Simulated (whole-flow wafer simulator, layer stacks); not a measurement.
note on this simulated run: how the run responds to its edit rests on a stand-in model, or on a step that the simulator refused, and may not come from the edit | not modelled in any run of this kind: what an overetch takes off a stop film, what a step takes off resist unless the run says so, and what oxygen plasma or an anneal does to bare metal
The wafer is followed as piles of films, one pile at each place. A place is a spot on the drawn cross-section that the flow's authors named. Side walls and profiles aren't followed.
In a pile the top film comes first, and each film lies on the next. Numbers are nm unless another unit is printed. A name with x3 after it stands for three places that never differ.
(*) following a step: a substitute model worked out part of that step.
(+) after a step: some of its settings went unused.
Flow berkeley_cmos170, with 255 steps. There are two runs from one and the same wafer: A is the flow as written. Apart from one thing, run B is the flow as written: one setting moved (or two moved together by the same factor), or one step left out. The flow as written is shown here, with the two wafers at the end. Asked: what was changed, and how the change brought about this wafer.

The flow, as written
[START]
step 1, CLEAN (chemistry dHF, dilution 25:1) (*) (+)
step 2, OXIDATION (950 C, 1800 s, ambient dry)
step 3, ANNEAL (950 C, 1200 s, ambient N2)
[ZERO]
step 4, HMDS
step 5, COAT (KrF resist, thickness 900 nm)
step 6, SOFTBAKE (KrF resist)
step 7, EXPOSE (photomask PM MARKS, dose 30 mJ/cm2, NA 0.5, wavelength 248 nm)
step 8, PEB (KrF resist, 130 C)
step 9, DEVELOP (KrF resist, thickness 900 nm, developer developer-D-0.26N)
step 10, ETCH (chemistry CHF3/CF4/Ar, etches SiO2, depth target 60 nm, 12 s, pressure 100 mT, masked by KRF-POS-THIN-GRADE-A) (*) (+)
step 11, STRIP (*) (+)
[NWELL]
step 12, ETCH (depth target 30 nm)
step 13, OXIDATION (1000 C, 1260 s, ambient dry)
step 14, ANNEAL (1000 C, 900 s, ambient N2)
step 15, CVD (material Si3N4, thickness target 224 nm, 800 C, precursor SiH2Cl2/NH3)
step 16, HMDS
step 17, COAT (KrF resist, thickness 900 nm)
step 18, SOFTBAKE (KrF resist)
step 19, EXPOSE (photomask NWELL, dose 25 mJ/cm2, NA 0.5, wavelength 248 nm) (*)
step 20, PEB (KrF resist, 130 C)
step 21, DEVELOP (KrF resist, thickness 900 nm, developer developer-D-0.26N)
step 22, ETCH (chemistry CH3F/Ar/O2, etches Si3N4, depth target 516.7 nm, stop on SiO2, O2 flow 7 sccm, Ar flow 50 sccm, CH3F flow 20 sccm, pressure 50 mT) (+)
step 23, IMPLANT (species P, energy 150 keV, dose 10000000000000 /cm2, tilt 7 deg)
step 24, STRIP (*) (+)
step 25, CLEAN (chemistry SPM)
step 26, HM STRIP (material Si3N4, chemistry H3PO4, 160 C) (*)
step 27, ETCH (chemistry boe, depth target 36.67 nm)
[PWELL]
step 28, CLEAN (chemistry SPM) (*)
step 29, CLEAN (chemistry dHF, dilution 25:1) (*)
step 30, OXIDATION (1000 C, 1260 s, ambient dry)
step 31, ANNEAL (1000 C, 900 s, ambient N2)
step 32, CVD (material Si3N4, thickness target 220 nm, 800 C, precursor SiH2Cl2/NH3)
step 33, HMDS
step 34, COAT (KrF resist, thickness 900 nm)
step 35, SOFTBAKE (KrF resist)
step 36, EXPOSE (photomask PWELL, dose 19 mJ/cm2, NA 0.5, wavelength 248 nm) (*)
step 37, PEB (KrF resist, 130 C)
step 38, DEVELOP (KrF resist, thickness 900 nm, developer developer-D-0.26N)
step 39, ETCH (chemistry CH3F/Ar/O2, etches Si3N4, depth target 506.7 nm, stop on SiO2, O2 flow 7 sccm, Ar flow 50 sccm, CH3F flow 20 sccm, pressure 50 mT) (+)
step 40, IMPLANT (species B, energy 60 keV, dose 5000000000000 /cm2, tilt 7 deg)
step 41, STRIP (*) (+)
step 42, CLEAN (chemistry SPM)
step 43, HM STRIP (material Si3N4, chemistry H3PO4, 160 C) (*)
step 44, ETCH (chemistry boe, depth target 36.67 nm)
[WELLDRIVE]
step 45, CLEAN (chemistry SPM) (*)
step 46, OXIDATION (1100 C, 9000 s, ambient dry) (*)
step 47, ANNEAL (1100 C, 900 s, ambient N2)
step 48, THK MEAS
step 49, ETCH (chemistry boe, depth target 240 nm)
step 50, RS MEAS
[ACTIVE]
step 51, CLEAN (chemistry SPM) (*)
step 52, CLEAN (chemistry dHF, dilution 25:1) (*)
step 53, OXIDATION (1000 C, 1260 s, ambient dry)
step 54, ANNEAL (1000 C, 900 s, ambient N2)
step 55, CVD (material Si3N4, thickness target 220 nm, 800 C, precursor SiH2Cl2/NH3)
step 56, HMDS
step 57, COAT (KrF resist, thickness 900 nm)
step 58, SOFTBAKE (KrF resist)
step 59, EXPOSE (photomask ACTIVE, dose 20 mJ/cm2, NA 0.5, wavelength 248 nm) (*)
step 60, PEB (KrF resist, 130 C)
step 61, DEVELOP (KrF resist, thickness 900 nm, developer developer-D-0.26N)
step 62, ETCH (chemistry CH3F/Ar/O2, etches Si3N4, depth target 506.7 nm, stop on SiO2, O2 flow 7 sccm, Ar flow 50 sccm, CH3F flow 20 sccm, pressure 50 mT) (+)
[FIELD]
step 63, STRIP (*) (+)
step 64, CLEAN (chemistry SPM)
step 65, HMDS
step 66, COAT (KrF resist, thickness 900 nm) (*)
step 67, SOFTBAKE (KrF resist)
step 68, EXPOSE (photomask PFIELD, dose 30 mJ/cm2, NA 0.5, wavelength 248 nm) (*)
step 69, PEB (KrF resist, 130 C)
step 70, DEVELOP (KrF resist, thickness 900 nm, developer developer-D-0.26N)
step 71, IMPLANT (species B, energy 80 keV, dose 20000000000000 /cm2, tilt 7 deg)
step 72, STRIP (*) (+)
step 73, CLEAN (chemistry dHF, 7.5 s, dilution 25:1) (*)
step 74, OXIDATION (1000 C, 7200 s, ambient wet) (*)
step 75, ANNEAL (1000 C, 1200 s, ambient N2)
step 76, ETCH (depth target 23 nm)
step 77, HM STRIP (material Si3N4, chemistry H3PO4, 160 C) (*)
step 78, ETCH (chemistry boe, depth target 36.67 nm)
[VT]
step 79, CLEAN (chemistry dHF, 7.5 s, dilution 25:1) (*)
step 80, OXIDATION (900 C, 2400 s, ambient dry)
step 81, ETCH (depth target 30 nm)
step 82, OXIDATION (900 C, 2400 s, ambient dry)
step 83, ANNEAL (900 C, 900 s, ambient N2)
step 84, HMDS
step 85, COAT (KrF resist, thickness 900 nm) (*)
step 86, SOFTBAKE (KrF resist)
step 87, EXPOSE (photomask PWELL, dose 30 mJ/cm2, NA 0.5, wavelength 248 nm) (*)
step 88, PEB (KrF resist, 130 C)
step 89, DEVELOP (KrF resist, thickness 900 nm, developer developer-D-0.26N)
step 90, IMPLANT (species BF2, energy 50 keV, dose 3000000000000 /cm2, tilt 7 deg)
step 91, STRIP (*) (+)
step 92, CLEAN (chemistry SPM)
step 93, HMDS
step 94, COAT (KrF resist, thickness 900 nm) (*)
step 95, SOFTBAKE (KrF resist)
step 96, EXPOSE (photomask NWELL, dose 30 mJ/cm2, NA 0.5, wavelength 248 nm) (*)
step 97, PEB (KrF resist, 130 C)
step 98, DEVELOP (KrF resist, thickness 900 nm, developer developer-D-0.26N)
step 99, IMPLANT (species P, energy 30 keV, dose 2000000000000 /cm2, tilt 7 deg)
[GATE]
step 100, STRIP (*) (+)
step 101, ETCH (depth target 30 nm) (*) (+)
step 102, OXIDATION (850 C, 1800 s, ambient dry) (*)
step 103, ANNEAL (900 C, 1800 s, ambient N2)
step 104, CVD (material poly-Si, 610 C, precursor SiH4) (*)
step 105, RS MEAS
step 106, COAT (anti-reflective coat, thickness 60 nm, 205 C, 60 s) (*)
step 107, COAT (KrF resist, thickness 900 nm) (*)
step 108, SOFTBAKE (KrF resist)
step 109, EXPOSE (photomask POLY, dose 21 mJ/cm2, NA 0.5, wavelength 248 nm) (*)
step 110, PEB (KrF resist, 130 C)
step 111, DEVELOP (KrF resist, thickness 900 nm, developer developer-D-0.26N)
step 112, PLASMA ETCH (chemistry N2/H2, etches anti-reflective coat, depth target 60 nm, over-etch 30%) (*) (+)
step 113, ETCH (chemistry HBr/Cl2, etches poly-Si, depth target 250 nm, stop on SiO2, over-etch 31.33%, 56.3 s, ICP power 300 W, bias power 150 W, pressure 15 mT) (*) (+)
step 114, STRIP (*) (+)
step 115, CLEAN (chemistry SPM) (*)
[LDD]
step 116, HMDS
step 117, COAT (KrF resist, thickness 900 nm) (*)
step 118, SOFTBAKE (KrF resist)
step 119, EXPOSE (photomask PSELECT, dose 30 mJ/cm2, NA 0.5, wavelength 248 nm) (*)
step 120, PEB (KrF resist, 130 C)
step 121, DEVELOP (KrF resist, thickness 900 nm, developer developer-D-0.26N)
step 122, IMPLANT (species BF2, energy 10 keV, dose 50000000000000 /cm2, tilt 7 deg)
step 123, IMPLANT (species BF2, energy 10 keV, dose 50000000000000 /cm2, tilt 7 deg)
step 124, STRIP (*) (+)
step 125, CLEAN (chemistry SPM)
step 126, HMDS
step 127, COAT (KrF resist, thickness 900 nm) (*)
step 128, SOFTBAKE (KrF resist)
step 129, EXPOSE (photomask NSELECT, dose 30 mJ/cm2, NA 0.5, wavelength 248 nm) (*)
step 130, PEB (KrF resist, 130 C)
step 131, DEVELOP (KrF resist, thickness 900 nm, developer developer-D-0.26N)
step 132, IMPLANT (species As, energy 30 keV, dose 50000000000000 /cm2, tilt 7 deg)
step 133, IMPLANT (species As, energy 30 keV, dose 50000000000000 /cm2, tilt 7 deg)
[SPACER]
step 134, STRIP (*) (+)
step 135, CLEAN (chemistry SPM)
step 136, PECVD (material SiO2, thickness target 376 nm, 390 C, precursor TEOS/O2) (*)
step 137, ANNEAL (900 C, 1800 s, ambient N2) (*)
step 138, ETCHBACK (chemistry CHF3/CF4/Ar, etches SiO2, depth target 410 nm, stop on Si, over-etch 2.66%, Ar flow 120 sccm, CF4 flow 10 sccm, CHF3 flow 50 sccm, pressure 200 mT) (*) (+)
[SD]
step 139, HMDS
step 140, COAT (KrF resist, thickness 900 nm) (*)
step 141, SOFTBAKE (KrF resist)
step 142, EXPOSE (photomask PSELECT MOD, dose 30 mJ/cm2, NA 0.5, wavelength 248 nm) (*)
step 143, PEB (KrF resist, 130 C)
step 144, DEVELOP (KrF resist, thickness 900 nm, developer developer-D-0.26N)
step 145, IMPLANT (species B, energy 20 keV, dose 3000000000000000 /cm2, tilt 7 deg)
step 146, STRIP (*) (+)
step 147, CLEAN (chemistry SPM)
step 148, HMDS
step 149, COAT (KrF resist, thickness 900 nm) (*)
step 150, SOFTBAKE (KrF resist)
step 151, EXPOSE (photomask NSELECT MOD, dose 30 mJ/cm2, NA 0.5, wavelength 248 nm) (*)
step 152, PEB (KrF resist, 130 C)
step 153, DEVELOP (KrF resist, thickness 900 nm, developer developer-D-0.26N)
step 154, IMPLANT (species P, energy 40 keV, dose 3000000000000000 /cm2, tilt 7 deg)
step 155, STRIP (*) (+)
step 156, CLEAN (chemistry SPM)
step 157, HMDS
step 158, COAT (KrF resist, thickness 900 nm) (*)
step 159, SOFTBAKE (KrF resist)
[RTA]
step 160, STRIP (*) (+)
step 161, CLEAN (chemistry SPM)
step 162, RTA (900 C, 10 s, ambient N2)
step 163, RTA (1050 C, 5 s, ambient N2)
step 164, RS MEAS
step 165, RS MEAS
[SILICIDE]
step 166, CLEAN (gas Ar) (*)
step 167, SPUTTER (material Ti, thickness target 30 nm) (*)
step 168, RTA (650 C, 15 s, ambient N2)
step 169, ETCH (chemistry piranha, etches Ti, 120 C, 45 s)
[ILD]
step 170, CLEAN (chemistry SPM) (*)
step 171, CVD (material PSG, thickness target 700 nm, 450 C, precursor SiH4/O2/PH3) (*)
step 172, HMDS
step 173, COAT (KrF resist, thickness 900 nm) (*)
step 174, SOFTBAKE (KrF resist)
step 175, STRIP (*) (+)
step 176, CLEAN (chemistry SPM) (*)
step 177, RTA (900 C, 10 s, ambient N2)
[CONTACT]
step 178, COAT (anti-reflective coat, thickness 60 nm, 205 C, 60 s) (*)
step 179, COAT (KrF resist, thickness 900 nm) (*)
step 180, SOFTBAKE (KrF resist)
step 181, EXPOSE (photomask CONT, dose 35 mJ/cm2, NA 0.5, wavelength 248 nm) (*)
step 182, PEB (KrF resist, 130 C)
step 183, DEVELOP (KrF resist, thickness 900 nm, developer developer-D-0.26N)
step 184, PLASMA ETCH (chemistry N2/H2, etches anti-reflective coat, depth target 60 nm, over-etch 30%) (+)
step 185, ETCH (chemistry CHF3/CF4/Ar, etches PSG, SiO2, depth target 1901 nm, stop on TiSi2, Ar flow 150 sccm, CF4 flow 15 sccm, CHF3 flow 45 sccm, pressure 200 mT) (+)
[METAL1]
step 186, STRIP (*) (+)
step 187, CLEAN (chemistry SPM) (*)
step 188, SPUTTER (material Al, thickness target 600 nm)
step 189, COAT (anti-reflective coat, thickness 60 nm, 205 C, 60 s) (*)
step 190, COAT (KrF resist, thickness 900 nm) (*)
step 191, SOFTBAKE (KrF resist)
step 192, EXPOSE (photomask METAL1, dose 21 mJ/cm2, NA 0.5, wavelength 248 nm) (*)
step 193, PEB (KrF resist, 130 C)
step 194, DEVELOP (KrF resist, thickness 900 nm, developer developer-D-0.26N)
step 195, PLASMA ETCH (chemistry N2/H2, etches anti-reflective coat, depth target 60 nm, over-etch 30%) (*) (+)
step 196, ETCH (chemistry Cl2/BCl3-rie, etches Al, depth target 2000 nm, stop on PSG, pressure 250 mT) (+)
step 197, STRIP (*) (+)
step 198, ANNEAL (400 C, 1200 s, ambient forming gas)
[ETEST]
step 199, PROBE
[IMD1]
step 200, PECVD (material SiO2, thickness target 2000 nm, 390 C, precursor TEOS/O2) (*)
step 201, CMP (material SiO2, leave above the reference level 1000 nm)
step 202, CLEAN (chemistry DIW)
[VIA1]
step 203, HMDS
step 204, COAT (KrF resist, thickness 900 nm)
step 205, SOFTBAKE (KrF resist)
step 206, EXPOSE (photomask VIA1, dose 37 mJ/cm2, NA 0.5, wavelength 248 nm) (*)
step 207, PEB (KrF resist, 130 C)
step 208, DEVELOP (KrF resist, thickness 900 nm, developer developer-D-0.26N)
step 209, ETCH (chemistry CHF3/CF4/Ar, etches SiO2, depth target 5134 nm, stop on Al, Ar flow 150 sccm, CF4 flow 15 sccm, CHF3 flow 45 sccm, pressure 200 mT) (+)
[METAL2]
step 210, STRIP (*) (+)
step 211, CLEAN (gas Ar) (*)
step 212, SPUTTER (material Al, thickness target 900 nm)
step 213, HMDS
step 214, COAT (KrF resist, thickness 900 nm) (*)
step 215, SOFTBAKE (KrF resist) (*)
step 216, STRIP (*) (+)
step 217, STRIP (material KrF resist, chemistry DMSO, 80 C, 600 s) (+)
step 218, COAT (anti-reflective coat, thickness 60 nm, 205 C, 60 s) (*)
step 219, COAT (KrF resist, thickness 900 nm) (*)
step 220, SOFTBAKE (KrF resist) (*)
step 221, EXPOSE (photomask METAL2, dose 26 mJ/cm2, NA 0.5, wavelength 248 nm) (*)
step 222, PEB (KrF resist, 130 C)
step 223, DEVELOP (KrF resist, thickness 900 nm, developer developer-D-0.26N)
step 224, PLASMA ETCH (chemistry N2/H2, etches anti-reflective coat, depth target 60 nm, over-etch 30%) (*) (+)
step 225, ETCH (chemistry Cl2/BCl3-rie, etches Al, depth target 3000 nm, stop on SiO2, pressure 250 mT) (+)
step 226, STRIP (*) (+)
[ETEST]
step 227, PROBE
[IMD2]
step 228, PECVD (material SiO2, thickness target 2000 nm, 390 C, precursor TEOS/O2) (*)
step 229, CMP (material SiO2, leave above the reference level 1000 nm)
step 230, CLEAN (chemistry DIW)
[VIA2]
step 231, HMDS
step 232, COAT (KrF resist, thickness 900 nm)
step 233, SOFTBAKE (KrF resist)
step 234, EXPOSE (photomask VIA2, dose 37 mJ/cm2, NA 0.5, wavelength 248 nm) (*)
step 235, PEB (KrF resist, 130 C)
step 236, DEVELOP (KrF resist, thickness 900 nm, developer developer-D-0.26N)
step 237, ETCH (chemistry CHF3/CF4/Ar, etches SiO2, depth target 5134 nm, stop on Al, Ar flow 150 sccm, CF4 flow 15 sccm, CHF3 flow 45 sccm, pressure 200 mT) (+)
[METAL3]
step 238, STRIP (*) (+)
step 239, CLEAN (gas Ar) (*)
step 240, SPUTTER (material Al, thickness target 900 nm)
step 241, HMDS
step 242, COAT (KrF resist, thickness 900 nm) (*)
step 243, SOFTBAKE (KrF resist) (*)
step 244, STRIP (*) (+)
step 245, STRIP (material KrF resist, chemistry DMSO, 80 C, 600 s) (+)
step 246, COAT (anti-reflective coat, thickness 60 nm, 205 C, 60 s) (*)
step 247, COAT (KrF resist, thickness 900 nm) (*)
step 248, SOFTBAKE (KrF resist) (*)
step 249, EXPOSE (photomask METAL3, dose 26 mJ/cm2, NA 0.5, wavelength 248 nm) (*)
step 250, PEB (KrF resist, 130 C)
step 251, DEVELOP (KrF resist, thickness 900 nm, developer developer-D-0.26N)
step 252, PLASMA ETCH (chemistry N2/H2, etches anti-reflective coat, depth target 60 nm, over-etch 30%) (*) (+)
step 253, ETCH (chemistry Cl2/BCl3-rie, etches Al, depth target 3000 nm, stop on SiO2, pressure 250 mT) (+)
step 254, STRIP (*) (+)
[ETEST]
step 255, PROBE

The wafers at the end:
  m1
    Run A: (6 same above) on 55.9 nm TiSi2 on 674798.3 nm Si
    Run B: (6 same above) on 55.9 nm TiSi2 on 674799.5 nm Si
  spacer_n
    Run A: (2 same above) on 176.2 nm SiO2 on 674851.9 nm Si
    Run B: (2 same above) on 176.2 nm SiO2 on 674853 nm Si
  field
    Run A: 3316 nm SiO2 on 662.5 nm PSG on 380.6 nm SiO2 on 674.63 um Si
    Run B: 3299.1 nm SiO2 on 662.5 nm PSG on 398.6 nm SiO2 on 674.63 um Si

The reason: step 81, ETCH: depth target 11.88 nm was run, though the flow has depth target 30 nm.

How this came from the change, step by step:
  step 81, ETCH (depth target 30 nm)
      sd_n, spacer_n, gate_n and 8 more: A SiO2 loses 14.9 (all of it) | B SiO2 loses 11.9
      field: A SiO2 loses 30 | B SiO2 loses 11.9
  step 82, OXIDATION (900 C, 2400 s, ambient dry)
      sd_n, spacer_n, gate_n and 8 more: A SiO2 gains 14.9 (new film), Si loses 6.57 | B SiO2 gains 12.3, Si loses 5.42
  step 106, COAT (anti-reflective coat, thickness 60 nm, 205 C, 60 s) (*)
      field: A anti-reflective coat gains 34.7 (new film) | B anti-reflective coat gains 35.6 (new film)
      sd_n: A anti-reflective coat gains 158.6 (new film) | B anti-reflective coat gains 175.3 (new film)
      (and at 7 other places as well)
  step 112, PLASMA ETCH (chemistry N2/H2, etches anti-reflective coat, depth target 60 nm, over-etch 30%) (*) (+)
      field: A anti-reflective coat loses 34.7 (all of it), poly-Si loses 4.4 | B anti-reflective coat loses 35.6 (all of it), poly-Si loses 4.93
      sd_n: A anti-reflective coat loses 158.6 (all of it), poly-Si loses 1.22 | B anti-reflective coat loses 175.3 (all of it), poly-Si loses 1.35
      (and at 8 other places as well)
  step 114, STRIP (*) (+)
      gate_n: A chemical SiO2 gains 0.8 (new film), KrF resist loses 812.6 (all of it), anti-reflective coat loses 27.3 (all of it), poly-Si loses 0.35 | B chemical SiO2 gains 0.8 (new film), KrF resist loses 828.4 (all of it), anti-reflective coat loses 23.2 (all of it), poly-Si loses 0.35
      gate_p: A chemical SiO2 gains 0.8 (new film), KrF resist loses 782.1 (all of it), anti-reflective coat loses 29.6 (all of it), poly-Si loses 0.35 | B chemical SiO2 gains 0.8 (new film), KrF resist loses 790.7 (all of it), anti-reflective coat loses 27.5 (all of it), poly-Si loses 0.35
  step 178, COAT (anti-reflective coat, thickness 60 nm, 205 C, 60 s) (*)
      sd_n: A anti-reflective coat gains 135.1 (new film) | B anti-reflective coat gains 145.9 (new film)
      gate_n: A anti-reflective coat gains 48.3 (new film) | B anti-reflective coat gains 49.5 (new film)
      (and at 2 other places as well)
  step 186, STRIP (*) (+)
      sd_n: A KrF resist loses 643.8 (all of it), anti-reflective coat loses 135.1 (all of it) | B KrF resist loses 642.1 (all of it), anti-reflective coat loses 145.9 (all of it)
      gate_n: A KrF resist loses 553.1 (all of it), anti-reflective coat loses 48.3 (all of it) | B KrF resist loses 561.1 (all of it), anti-reflective coat loses 49.5 (all of it)
      (and at 2 other places as well)
  step 189, COAT (anti-reflective coat, thickness 60 nm, 205 C, 60 s) (*)
      gate_n: A anti-reflective coat gains 48 (new film) | B anti-reflective coat gains 49.2 (new film)
      sd_p: A anti-reflective coat gains 86.5 (new film) | B anti-reflective coat gains 89.1 (new film)
      (and at 1 other place as well)
  step 195, PLASMA ETCH (chemistry N2/H2, etches anti-reflective coat, depth target 60 nm, over-etch 30%) (*) (+)
      contact, m1, via1, m2, via2: A KrF resist loses 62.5 | B KrF resist loses 64.4
      gate_n: A anti-reflective coat loses 48 (all of it) | B anti-reflective coat loses 49.2 (all of it)
      (and at 1 other place as well)
  step 197, STRIP (*) (+)
      m2: A KrF resist loses 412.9 (all of it), anti-reflective coat loses 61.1 (all of it) | B KrF resist loses 418 (all of it), anti-reflective coat loses 58.8 (all of it)
  step 201, CMP (material SiO2, leave above the reference level 1000 nm)
      field: A SiO2 loses 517 | B SiO2 loses 533.9
